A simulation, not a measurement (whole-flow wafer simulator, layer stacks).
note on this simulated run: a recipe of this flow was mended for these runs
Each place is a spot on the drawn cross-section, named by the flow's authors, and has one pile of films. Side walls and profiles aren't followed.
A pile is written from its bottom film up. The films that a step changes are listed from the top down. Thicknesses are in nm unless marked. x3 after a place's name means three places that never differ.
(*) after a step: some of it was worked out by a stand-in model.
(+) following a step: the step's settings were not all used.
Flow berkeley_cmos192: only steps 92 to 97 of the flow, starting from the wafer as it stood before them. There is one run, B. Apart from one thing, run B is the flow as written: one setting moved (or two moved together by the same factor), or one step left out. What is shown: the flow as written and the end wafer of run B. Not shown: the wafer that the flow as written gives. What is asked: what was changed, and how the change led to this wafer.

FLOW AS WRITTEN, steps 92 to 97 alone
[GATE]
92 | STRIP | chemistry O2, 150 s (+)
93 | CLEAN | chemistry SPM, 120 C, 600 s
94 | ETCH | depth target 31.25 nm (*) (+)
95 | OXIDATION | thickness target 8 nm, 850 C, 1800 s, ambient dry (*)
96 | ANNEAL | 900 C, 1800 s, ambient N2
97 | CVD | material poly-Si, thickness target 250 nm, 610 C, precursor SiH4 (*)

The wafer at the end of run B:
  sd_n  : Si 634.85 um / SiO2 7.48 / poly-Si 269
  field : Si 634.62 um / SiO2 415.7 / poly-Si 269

The reason: step 97, CVD: thickness target 269 nm was run, while the flow as written has thickness target 250 nm.
The wafer lets one read it off: sd_n has poly-Si 269, and step 97 as written asks for 250 nm.

How this came from the change, step by step:
  97 | CVD | material poly-Si, thickness target 250 nm, 610 C, precursor SiH4 (*)
      field, sd_n, spacer_n, gate, sd_p, spacer_p x2, contact, m1: poly-Si gains 269 (new film) (as written it would have been: poly-Si gains 250 (new film))
